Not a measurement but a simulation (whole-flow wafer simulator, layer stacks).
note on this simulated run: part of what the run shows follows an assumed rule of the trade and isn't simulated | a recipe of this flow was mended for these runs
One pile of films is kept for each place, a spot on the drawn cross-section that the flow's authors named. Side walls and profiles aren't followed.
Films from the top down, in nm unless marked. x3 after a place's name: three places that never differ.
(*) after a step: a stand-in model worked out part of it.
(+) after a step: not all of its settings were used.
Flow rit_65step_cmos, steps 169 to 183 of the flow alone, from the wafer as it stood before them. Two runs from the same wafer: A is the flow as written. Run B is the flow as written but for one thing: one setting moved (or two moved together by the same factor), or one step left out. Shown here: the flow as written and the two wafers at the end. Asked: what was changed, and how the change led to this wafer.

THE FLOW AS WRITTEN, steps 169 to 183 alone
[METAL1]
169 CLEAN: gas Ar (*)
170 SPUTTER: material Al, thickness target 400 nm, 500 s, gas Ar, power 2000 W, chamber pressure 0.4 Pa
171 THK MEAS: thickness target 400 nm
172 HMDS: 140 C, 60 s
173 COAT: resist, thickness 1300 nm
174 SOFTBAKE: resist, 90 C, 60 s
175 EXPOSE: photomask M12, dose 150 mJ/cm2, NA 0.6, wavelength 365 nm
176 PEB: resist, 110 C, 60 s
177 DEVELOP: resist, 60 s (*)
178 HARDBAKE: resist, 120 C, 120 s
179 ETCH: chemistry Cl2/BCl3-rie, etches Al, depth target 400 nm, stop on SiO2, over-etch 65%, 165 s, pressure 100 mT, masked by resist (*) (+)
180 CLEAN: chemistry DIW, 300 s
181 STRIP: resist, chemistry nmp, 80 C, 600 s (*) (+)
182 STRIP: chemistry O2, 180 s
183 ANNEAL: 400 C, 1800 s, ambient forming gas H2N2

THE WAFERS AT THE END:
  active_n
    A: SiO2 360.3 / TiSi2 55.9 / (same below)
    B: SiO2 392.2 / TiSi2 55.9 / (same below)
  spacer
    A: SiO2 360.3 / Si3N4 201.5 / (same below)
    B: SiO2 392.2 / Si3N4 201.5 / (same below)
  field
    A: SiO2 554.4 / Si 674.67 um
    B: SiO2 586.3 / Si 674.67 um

The cause: step 170, SPUTTER: thickness target 655 nm was run, where the flow has thickness target 400 nm; step 170, SPUTTER: 819 s was run, where the flow has 500 s.

How the change led to this, step by step:
  170 SPUTTER: material Al, thickness target 400 nm, 500 s, gas Ar, power 2000 W, chamber pressure 0.4 Pa
      field, field_pw, field_nw and 10 more: A Al +400 (new film) | B Al +655 (new film)
      contact: A Al +255.4 (new film) | B Al +392 (new film)
  173 COAT: resist, thickness 1300 nm
      contact: A resist +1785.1 (new film) | B resist +1914.1 (new film)
  176 PEB: resist, 110 C, 60 s
      contact: A resist -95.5 | B resist -102.8
  178 HARDBAKE: resist, 120 C, 120 s
      contact: A resist -62.1 | B resist -67.2
  179 ETCH: chemistry Cl2/BCl3-rie, etches Al, depth target 400 nm, stop on SiO2, over-etch 65%, 165 s, pressure 100 mT, masked by resist (*) (+)
      field, field_pw, field_nw and 9 more: A Al -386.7 (all of it), SiO2 -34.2 | B Al -641.7 (all of it), SiO2 -2.29
  181 STRIP: resist, chemistry nmp, 80 C, 600 s (*) (+)
      contact: A resist -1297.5 (all of it) | B resist -1414.1 (all of it)
